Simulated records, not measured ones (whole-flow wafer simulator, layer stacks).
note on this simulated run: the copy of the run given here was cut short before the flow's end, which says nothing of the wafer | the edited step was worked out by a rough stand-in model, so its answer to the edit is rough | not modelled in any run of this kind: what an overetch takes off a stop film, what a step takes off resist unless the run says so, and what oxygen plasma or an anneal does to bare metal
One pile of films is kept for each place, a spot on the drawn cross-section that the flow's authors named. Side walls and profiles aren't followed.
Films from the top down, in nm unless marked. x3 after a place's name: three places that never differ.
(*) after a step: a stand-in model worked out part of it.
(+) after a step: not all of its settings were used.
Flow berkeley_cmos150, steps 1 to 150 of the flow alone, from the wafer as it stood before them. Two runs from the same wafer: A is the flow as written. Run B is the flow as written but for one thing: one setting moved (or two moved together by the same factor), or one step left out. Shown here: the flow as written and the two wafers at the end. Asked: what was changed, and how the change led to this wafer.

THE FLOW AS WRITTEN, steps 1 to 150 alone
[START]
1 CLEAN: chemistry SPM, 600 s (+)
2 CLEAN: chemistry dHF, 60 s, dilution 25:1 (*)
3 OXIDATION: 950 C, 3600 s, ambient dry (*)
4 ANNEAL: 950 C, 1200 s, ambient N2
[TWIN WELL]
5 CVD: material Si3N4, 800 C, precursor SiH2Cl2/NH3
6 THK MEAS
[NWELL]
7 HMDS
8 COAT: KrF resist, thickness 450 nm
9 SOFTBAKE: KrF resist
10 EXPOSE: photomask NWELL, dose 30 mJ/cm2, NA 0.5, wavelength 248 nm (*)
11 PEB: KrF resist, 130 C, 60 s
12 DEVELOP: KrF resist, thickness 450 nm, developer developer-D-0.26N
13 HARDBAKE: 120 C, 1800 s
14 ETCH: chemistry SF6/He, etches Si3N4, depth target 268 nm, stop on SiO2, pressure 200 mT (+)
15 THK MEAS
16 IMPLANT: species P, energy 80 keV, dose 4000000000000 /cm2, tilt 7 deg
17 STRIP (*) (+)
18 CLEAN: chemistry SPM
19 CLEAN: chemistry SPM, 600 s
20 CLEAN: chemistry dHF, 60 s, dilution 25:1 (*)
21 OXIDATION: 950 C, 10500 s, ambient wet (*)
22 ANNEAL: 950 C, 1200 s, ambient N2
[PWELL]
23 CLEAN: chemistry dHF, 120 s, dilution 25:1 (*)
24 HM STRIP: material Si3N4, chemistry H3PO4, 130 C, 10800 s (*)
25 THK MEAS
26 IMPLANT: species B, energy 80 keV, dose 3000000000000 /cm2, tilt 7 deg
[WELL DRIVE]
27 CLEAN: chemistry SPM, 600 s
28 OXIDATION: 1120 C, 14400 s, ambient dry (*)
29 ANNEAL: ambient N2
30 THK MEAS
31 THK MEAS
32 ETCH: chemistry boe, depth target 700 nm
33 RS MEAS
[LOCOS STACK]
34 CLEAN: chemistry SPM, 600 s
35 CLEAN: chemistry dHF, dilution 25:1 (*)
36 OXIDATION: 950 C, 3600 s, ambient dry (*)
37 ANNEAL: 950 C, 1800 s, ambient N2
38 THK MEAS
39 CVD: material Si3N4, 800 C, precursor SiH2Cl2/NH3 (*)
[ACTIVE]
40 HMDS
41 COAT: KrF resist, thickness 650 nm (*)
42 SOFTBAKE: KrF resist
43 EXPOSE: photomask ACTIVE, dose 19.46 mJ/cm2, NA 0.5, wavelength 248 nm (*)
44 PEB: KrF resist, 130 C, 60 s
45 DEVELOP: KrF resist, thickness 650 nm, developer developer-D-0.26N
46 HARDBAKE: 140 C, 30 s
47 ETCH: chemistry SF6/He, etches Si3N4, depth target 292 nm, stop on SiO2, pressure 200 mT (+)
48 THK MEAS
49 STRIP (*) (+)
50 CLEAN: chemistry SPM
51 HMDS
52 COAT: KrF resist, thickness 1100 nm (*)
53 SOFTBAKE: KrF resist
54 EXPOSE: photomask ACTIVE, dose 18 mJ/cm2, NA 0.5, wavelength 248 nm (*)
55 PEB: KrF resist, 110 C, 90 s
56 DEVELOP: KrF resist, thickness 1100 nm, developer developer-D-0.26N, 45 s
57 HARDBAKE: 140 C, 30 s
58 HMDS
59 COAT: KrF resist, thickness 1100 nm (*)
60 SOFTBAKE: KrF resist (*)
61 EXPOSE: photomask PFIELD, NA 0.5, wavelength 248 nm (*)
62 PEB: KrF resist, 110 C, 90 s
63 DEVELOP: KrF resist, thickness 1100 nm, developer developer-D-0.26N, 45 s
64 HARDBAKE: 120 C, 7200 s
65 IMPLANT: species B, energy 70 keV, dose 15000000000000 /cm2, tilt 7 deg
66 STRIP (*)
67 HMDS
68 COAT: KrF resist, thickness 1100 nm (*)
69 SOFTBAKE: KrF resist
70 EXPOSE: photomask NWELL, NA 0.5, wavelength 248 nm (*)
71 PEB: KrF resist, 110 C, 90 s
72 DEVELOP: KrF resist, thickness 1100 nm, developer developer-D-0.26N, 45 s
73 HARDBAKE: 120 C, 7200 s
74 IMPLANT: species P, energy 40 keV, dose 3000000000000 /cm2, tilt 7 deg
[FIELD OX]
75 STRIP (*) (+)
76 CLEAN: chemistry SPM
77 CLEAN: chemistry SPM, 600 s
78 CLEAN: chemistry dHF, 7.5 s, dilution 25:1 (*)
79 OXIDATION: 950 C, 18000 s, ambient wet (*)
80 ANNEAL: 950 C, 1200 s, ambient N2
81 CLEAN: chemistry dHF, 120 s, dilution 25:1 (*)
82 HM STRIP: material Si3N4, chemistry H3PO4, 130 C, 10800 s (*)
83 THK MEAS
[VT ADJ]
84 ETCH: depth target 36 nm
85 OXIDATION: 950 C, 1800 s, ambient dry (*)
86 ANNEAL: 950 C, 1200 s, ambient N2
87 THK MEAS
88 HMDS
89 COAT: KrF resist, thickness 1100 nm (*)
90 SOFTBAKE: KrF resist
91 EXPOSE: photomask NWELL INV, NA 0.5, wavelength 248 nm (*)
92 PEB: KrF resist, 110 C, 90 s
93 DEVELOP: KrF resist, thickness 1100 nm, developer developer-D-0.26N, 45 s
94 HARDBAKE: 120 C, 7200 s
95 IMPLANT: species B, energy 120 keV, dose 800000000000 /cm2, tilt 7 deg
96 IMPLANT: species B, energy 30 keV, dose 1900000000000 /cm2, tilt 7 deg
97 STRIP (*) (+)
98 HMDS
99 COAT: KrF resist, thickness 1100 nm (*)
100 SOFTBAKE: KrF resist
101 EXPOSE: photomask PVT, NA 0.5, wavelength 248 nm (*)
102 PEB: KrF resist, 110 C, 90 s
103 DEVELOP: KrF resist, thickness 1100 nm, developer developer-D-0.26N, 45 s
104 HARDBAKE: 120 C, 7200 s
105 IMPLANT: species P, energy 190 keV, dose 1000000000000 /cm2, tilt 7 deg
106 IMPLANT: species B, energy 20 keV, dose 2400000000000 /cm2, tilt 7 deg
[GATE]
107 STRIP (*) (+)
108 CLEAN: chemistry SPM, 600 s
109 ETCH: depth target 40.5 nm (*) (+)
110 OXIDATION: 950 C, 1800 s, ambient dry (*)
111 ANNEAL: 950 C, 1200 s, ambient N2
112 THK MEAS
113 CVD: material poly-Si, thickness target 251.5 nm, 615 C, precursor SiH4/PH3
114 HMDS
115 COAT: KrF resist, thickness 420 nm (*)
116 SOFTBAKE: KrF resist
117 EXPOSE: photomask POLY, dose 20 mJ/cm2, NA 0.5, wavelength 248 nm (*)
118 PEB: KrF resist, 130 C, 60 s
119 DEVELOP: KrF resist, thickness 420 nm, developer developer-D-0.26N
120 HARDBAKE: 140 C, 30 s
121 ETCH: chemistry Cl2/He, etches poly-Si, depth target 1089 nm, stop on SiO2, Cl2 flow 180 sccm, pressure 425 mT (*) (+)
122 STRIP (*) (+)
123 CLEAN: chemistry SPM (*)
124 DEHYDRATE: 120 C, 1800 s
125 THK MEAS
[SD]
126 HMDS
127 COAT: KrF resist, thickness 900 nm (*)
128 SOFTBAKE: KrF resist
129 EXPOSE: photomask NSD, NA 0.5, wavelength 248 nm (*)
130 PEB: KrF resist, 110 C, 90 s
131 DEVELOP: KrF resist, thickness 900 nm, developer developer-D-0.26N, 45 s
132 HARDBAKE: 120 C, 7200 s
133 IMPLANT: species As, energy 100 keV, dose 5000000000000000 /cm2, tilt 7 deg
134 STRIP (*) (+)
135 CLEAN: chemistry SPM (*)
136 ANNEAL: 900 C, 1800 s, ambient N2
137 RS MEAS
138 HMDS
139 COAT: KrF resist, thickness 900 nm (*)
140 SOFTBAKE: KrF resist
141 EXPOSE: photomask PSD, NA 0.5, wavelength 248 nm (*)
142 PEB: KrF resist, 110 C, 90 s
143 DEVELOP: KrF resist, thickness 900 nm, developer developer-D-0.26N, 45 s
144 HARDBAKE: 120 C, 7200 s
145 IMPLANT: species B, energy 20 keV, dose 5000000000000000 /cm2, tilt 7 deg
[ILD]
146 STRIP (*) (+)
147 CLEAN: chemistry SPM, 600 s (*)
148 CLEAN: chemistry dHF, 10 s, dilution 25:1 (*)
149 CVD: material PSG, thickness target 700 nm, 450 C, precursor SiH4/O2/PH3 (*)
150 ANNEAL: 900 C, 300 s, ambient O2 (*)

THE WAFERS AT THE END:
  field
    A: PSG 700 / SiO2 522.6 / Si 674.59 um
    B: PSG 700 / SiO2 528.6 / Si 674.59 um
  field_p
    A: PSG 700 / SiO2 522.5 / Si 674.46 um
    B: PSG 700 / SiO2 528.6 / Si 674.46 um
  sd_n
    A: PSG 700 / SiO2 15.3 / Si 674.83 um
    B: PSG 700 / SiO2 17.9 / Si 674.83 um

The cause: step 109, ETCH: depth target 34.4 nm was run, where the flow has depth target 40.5 nm.

How the change led to this, step by step:
  109 ETCH: depth target 40.5 nm (*) (+)
      sd_n: A SiO2 -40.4 (all of it) | B SiO2 -34.4
      field, field_p: A SiO2 -40.5 | B SiO2 -34.4
  110 OXIDATION: 950 C, 1800 s, ambient dry (*)
      sd_n: A SiO2 +20.4 (new film), Si -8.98 | B SiO2 +16.9, Si -7.45
